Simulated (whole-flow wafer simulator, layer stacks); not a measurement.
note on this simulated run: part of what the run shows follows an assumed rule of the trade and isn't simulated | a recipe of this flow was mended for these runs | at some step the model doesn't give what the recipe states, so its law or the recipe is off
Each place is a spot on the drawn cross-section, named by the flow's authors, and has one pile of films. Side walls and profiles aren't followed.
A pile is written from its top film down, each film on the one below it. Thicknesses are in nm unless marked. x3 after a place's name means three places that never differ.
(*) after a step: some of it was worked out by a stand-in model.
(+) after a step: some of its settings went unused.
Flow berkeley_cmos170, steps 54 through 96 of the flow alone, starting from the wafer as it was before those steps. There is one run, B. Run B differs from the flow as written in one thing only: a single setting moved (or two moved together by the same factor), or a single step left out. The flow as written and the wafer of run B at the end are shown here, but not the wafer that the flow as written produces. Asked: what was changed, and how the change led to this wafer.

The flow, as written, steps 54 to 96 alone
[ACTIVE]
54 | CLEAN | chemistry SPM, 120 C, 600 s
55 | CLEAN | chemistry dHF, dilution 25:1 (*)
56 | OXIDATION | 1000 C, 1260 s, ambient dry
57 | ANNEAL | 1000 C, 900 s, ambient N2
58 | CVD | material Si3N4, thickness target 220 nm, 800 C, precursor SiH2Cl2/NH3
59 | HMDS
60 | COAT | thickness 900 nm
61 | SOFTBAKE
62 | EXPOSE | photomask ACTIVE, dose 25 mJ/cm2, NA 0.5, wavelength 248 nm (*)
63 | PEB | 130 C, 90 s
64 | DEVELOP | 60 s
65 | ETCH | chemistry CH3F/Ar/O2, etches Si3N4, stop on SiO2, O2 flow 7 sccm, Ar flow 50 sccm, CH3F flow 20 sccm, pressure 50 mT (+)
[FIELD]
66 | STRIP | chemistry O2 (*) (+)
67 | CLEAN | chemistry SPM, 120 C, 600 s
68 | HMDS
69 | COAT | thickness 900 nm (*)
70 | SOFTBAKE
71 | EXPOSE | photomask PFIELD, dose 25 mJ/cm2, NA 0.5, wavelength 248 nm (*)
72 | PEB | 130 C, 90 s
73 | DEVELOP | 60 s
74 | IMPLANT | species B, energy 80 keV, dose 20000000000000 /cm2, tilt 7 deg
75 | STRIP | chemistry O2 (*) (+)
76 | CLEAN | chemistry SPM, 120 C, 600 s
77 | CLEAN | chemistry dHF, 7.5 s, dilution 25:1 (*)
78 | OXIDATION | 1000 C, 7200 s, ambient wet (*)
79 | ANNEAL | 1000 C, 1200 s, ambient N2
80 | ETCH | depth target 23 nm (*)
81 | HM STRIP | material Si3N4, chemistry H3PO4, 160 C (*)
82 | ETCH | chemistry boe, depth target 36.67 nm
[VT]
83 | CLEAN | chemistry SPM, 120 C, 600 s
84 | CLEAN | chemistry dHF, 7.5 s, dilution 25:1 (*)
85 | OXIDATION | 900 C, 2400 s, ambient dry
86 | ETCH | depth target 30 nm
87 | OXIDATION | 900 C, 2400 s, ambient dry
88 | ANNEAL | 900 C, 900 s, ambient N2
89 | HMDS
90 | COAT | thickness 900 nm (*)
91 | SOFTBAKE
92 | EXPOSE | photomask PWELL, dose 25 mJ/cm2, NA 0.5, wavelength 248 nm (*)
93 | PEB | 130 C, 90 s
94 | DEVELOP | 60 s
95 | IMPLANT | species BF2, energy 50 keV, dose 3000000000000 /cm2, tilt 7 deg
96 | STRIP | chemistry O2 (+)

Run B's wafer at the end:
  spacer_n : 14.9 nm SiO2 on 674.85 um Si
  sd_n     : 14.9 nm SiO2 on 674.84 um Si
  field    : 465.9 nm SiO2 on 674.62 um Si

What caused this: step 56, OXIDATION: 3780 s was run, though the flow has 1260 s.

How this came from the change, step by step:
  56 | OXIDATION | 1000 C, 1260 s, ambient dry
      field, mark, sd_n and 10 more: +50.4 SiO2 (new film), -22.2 Si (as written it would have been: +26.6 SiO2 (new film), -11.7 Si)
  78 | OXIDATION | 1000 C, 7200 s, ambient wet (*)
      sd_n, sd_p: +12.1 SiO2 (new film), -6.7 Si3N4, +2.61 SiO2, -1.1 Si (as written it would have been: +12.1 SiO2 (new film), -6.7 Si3N4, +0.07 SiO2, -0.07 Si)
      field: +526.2 SiO2, -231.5 Si (as written it would have been: +542 SiO2, -238.5 Si)
  82 | ETCH | chemistry boe, depth target 36.67 nm
      mark, sd_n, spacer_n and 9 more: -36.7 SiO2 (as written it would have been: -15.5 SiO2 (all of it))
  83 | CLEAN | chemistry SPM, 120 C, 600 s
      mark, sd_n, spacer_n and 9 more: nothing (as written it would have been: +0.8 chemical SiO2 (new film), -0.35 Si)
  84 | CLEAN | chemistry dHF, 7.5 s, dilution 25:1 (*)
      mark, sd_n, spacer_n and 9 more: -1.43 SiO2 (as written it would have been: -0.8 chemical SiO2 (all of it))
  85 | OXIDATION | 900 C, 2400 s, ambient dry
      gate_n, spacer_p, gate_p, contact, m1, via1, m2, via2: +13.7 SiO2, -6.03 Si (as written it would have been: +14.9 SiO2 (new film), -6.57 Si)
      mark, spacer_n: +13.7 SiO2, -6.04 Si (as written it would have been: +14.9 SiO2 (new film), -6.57 Si)
      (and at 2 other places as well)
  86 | ETCH | depth target 30 nm
      sd_n, sd_p: -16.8 SiO2 (all of it) (as written it would have been: -14.9 SiO2 (all of it))
